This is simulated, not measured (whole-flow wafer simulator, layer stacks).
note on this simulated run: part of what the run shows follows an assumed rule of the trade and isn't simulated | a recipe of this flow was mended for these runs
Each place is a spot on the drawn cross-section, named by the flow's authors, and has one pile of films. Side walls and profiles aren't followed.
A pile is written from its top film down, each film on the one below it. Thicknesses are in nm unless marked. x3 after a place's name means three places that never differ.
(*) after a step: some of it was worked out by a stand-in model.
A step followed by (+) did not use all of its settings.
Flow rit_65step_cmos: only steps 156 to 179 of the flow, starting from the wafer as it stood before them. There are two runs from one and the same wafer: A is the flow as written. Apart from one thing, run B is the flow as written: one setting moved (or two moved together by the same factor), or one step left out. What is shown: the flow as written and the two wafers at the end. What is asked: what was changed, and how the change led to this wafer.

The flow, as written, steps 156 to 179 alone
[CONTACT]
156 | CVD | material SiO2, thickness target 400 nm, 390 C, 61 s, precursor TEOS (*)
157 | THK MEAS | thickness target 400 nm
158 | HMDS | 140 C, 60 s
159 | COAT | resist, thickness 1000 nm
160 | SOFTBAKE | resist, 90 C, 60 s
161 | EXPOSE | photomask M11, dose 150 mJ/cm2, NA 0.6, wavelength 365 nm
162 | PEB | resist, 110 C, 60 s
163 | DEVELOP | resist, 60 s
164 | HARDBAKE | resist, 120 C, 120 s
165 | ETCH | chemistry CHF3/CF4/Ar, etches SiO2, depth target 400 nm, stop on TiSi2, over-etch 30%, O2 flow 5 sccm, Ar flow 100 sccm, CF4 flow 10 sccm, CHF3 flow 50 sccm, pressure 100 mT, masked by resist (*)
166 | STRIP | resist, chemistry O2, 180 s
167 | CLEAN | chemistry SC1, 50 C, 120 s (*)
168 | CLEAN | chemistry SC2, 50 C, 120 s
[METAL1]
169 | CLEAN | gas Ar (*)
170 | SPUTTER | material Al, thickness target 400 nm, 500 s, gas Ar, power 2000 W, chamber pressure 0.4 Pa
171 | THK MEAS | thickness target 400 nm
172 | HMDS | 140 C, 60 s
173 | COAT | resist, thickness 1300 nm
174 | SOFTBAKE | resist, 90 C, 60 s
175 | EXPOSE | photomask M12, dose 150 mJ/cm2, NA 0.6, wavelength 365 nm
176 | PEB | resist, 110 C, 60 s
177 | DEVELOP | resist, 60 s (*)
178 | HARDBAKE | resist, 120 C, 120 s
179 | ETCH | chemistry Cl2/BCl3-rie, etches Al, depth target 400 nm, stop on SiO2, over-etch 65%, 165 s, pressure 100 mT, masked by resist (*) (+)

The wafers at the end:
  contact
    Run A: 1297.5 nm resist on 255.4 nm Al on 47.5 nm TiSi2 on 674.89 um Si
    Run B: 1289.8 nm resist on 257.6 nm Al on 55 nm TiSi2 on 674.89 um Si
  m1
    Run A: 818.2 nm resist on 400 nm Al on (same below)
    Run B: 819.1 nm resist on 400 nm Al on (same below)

Cause: step 165, ETCH: depth target 305 nm was run, while the flow as written has depth target 400 nm.

How this came from the change, step by step:
  165 | ETCH | chemistry CHF3/CF4/Ar, etches SiO2, depth target 400 nm, stop on TiSi2, over-etch 30%, O2 flow 5 sccm, Ar flow 100 sccm, CF4 flow 10 sccm, CHF3 flow 50 sccm, pressure 100 mT, masked by resist (*)
      contact: A SiO2 loses 400 (all of it), TiSi2 loses 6 | B SiO2 loses 396.5
      field, field_pw, field_nw and 10 more: A resist loses 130 | B resist loses 99.1
  166 | STRIP | resist, chemistry O2, 180 s
      active_n, active_p: A resist loses 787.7 (all of it) | B resist loses 818.6 (all of it)
      field: A resist loses 847 (all of it) | B resist loses 877.9 (all of it)
      (also at 10 further places)
  169 | CLEAN | gas Ar (*)
      contact: A TiSi2 loses 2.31 | B SiO2 loses 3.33 (all of it), TiSi2 loses 0.85
